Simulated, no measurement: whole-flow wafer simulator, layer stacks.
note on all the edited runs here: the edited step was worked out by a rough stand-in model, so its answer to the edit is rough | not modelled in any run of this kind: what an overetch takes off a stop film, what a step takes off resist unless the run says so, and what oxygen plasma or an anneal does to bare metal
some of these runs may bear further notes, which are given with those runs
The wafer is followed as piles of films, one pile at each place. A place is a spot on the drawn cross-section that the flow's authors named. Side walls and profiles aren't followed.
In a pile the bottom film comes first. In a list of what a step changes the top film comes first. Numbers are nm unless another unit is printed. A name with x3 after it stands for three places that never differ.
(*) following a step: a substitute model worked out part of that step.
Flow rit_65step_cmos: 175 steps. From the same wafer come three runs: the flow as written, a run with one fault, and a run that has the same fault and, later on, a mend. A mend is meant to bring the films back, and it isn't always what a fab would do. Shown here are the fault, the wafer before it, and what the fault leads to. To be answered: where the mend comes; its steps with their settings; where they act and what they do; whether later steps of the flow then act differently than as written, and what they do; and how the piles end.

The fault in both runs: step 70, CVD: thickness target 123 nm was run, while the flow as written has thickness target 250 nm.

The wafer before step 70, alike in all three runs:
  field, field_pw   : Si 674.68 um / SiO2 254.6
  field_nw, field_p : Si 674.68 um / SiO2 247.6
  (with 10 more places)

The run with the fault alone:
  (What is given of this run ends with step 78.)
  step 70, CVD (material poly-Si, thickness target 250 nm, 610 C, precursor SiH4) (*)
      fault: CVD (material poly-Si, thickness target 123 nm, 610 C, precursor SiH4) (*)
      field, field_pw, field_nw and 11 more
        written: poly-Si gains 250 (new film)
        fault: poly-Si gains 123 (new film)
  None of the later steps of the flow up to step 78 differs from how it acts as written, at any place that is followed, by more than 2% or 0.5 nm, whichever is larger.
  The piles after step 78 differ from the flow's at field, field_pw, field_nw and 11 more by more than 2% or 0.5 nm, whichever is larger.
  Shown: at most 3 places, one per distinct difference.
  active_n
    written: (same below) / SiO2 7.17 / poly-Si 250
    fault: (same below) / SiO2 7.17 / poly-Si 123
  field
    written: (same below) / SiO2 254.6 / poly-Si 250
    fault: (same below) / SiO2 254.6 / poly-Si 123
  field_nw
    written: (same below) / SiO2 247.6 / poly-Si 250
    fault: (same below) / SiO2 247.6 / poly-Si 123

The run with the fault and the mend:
  The mend follows step 71.
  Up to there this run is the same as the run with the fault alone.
  step 71a, ETCH (chemistry tmah, depth target 141.4 nm)
      field, field_pw, field_nw and 11 more
        poly-Si loses 123 (all of it)
  step 71b, CLEAN (chemistry SC2, 75 C, 600 s) (the flow's step 66, run once more)
      alters no film at any place that is followed
  step 71c, CVD (material poly-Si, thickness target 250 nm, 610 C, precursor SiH4) (*) (the flow's step 70, run once more)
      field, field_pw, field_nw and 11 more
        poly-Si gains 250 (new film)
  None of the later steps of the flow acts differently than as written at any place that is followed.
  The piles end the same as the flow's at every place that both follow.
